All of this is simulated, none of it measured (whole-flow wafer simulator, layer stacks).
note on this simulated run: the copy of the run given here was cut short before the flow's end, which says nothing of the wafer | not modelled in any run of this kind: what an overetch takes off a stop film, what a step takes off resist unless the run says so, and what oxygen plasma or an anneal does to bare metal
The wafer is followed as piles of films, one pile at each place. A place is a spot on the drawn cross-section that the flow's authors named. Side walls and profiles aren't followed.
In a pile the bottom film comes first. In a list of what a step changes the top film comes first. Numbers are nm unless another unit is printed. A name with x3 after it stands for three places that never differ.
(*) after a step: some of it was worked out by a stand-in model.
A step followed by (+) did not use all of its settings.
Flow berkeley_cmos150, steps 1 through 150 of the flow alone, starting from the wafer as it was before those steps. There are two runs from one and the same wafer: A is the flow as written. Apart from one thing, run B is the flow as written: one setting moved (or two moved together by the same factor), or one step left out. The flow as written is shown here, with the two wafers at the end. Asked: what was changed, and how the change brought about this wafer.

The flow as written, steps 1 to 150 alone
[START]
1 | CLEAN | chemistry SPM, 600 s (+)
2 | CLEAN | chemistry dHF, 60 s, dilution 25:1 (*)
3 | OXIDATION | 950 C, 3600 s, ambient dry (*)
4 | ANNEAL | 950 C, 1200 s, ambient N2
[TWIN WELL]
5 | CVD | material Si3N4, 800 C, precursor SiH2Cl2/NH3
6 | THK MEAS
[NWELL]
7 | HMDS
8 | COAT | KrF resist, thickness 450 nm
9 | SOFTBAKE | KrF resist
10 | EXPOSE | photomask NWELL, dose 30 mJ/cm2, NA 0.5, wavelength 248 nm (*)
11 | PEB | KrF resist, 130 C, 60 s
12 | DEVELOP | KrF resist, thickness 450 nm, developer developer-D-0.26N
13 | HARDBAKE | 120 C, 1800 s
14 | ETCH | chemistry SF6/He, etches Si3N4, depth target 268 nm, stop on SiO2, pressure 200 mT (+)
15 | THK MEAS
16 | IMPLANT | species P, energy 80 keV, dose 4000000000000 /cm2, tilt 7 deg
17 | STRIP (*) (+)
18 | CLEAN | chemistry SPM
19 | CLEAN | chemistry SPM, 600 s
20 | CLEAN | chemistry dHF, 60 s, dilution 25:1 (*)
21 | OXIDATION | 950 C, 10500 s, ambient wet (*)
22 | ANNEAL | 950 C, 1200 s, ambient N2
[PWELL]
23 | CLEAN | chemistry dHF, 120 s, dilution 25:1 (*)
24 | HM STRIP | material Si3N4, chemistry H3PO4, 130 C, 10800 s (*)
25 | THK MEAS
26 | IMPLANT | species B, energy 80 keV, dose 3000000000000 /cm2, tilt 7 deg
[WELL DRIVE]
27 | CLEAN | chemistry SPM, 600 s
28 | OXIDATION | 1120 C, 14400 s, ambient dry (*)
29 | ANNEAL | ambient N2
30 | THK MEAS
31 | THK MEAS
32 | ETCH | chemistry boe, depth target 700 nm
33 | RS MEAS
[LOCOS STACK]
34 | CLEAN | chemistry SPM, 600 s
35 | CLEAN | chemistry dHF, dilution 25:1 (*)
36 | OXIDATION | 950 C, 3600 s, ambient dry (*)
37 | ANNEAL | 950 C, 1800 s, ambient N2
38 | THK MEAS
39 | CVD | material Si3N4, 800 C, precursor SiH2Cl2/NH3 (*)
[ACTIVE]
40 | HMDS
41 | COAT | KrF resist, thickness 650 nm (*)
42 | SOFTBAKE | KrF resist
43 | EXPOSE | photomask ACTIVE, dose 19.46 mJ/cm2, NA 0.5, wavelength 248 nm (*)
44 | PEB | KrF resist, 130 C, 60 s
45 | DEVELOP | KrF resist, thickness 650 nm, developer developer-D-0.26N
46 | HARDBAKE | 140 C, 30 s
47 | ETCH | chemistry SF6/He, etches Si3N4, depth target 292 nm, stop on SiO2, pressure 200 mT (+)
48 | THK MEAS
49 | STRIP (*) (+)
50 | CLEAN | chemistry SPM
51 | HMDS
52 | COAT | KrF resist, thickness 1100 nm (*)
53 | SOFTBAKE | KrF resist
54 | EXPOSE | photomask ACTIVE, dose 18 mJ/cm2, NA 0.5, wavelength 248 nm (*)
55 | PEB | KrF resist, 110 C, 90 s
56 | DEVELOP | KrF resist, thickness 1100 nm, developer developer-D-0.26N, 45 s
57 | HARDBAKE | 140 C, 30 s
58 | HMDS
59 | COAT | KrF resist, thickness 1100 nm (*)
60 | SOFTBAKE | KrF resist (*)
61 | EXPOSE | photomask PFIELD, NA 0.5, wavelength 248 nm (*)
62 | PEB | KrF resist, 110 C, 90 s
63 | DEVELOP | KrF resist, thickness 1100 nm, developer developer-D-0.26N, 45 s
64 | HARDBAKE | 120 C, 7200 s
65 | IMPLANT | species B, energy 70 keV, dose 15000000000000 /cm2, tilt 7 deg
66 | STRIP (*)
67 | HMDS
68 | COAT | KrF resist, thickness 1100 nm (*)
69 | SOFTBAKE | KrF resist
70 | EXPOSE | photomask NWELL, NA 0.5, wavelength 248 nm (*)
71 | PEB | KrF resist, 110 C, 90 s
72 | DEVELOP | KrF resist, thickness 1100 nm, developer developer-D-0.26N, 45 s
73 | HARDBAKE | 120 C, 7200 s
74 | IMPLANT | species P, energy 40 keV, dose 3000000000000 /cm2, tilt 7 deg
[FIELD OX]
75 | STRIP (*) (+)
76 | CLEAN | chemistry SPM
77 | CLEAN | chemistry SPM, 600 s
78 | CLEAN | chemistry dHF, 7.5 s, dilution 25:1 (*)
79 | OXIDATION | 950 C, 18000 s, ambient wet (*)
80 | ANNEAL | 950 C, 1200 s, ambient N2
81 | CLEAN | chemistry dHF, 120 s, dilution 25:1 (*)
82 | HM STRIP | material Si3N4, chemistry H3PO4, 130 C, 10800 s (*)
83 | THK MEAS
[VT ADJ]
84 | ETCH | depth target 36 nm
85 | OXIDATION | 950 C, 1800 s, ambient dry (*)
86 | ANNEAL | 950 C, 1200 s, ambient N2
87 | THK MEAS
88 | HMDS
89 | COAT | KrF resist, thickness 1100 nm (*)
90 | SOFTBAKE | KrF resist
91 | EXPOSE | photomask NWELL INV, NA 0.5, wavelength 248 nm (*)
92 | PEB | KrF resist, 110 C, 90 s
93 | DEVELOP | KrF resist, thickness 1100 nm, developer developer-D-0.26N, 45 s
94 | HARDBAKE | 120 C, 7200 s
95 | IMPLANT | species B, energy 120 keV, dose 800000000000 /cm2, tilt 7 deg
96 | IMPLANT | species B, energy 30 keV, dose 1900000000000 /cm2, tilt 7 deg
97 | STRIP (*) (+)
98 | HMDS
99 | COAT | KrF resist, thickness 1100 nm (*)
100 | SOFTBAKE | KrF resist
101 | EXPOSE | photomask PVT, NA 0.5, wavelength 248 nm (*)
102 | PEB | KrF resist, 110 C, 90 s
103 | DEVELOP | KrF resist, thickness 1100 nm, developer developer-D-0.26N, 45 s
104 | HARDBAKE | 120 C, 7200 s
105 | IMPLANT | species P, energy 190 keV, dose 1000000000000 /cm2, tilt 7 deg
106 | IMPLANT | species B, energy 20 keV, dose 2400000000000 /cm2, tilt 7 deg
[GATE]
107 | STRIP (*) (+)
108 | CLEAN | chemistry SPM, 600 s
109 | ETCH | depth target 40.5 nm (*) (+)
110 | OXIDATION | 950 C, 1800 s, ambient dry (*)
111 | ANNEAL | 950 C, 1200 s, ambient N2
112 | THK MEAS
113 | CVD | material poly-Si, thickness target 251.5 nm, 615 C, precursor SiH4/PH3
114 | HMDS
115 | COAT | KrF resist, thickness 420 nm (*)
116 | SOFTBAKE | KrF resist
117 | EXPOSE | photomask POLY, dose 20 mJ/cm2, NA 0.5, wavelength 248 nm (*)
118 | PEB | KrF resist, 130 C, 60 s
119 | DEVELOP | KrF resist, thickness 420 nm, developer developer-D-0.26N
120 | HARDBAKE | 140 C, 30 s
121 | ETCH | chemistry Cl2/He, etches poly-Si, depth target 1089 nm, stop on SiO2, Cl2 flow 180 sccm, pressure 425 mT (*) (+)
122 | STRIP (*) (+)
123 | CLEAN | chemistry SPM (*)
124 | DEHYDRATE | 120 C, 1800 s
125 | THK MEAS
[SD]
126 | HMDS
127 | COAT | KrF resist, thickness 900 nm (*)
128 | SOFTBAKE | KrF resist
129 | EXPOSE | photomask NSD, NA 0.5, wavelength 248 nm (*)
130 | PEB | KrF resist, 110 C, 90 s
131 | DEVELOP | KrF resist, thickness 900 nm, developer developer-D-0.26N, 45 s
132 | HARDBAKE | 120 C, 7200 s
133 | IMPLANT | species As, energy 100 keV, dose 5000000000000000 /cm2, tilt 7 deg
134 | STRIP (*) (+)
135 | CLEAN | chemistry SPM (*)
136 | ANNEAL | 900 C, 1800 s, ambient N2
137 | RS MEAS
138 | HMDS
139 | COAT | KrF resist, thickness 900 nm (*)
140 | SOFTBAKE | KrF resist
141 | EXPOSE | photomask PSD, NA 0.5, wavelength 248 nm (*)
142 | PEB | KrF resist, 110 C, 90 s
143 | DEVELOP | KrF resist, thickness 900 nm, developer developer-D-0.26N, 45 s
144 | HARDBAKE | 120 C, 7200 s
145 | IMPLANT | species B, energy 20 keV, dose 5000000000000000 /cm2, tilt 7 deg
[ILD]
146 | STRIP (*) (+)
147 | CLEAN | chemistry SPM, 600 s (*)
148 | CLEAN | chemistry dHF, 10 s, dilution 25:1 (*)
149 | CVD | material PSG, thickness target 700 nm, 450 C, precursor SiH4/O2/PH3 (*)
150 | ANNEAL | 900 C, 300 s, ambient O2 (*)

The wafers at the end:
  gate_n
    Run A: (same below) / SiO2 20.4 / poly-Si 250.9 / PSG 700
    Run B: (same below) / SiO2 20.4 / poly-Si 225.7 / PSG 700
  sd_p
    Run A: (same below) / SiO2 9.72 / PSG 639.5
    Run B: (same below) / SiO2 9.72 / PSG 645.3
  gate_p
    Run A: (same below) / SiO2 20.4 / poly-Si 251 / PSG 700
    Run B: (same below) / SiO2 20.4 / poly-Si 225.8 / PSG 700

What caused this: step 113, CVD: thickness target 226.3 nm was run, whereas the flow has thickness target 251.5 nm.

How this came from the change, step by step:
  113 | CVD | material poly-Si, thickness target 251.5 nm, 615 C, precursor SiH4/PH3
      field, field_p, sd_n, gate_n, sd_p, gate_p, contact, m1: A +251.5 poly-Si (new film) | B +226.3 poly-Si (new film)
  121 | ETCH | chemistry Cl2/He, etches poly-Si, depth target 1089 nm, stop on SiO2, Cl2 flow 180 sccm, pressure 425 mT (*) (+)
      field, field_p, sd_n, sd_p, contact, m1: A -251.5 poly-Si (all of it), -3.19 SiO2 | B -226.3 poly-Si (all of it), -3.19 SiO2
      gate_n, gate_p: A -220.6 KrF resist | B -202.6 KrF resist
  122 | STRIP (*) (+)
      gate_n: A +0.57 chemical SiO2 (new film), -169.8 KrF resist (all of it), -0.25 poly-Si | B +0.58 chemical SiO2 (new film), -187.1 KrF resist (all of it), -0.26 poly-Si
      gate_p: A +0.57 chemical SiO2 (new film), -206.4 KrF resist (all of it), -0.25 poly-Si | B +0.58 chemical SiO2 (new film), -223.5 KrF resist (all of it), -0.26 poly-Si
  127 | COAT | KrF resist, thickness 900 nm (*)
      gate_n: A +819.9 KrF resist (new film) | B +836.7 KrF resist (new film)
  131 | DEVELOP | KrF resist, thickness 900 nm, developer developer-D-0.26N, 45 s
      gate_n: A -814.3 KrF resist (all of it) | B -831 KrF resist (all of it)
  139 | COAT | KrF resist, thickness 900 nm (*)
      gate_n: A +819.8 KrF resist (new film) | B +836.6 KrF resist (new film)
  146 | STRIP (*) (+)
      gate_n: A -788 KrF resist (all of it), +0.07 chemical SiO2, -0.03 poly-Si | B -804.4 KrF resist (all of it), +0.07 chemical SiO2, -0.03 poly-Si
